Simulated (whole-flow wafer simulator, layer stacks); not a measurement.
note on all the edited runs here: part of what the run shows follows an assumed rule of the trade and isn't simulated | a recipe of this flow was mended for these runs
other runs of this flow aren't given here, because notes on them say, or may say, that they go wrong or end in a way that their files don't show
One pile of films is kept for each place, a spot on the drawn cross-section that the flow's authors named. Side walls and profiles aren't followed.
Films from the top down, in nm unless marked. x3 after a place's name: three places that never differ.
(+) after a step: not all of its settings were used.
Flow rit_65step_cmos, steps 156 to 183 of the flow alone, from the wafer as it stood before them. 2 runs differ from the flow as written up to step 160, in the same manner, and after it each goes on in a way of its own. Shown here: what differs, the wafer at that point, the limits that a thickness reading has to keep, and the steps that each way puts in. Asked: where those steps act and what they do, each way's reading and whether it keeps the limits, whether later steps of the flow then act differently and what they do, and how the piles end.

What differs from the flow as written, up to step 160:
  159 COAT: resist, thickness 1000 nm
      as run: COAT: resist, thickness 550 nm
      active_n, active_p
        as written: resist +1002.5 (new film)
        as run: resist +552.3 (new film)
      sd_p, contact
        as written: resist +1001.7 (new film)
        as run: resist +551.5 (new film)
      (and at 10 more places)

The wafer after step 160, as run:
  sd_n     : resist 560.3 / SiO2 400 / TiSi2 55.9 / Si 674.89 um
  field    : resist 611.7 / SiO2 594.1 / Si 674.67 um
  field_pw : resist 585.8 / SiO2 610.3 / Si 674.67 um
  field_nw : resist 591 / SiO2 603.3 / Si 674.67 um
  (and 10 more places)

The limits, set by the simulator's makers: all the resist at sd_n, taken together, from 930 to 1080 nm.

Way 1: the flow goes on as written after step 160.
  The reading after step 160: 560.3 nm, outside the limits.
  Later steps of the flow that act differently than as written:
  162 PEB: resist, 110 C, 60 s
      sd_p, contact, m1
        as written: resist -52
        this way: resist -28
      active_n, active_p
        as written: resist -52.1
        this way: resist -28.1
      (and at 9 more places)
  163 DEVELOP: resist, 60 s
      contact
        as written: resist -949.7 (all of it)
        this way: resist -523.5 (all of it)
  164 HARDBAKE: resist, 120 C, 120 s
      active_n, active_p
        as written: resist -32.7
        this way: resist -17
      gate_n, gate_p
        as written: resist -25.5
        this way: resist -11.1
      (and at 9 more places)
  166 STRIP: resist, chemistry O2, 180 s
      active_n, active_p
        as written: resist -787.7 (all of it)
        this way: resist -377.2 (all of it)
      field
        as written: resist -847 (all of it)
        this way: resist -431.6 (all of it)
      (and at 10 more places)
  At the end the piles are the same as the flow's at every place that both follow.

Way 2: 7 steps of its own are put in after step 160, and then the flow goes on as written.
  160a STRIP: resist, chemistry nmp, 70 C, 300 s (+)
      active_n, active_p
        resist -552.3 (all of it)
      sd_p, contact
        resist -551.5 (all of it)
      field
        resist -611.7 (all of it)
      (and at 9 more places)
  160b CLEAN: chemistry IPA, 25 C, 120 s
      changes no film at any place that is followed
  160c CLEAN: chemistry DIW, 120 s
      changes no film at any place that is followed
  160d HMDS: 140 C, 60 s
      changes no film at any place that is followed
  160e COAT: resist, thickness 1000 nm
      active_n, active_p
        resist +1002.5 (new film)
      sd_p, contact
        resist +1001.7 (new film)
      field
        resist +1067.7 (new film)
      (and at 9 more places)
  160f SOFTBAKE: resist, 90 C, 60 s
      changes no film at any place that is followed
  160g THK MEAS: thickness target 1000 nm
      changes no film at any place that is followed
  The reading after step 160g: 1011.6 nm, within the limits.
  No later step of the flow acts differently than as written at any place that is followed.
  At the end the piles are the same as the flow's at every place that both follow.

Within the limits: way 2. Outside them: way 1.
